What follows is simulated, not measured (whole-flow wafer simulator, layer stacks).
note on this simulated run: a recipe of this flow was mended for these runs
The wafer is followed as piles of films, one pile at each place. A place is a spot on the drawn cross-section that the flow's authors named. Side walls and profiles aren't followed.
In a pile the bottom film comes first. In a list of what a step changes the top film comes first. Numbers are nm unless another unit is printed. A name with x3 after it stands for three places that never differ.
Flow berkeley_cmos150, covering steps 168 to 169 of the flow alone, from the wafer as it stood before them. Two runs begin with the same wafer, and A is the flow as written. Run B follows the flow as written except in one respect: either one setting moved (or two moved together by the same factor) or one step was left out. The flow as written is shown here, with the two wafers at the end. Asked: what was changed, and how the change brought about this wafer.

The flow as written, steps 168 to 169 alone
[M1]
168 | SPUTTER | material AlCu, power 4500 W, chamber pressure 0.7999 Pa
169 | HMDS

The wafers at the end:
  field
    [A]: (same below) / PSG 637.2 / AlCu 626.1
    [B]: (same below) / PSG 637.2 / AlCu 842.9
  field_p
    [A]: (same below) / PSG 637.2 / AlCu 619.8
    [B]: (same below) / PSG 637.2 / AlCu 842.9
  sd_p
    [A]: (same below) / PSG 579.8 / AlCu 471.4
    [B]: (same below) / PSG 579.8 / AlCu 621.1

What caused this: step 168, SPUTTER: power 6120 W was run, while the flow as written has power 4500 W.

The path from the change to this, step by step:
  168 | SPUTTER | material AlCu, power 4500 W, chamber pressure 0.7999 Pa
      field, sd_n, gate_n, gate_p, m1: A +626.1 AlCu (new film) | B +842.9 AlCu (new film)
      field_p: A +619.8 AlCu (new film) | B +842.9 AlCu (new film)
      (and at 2 other places as well)
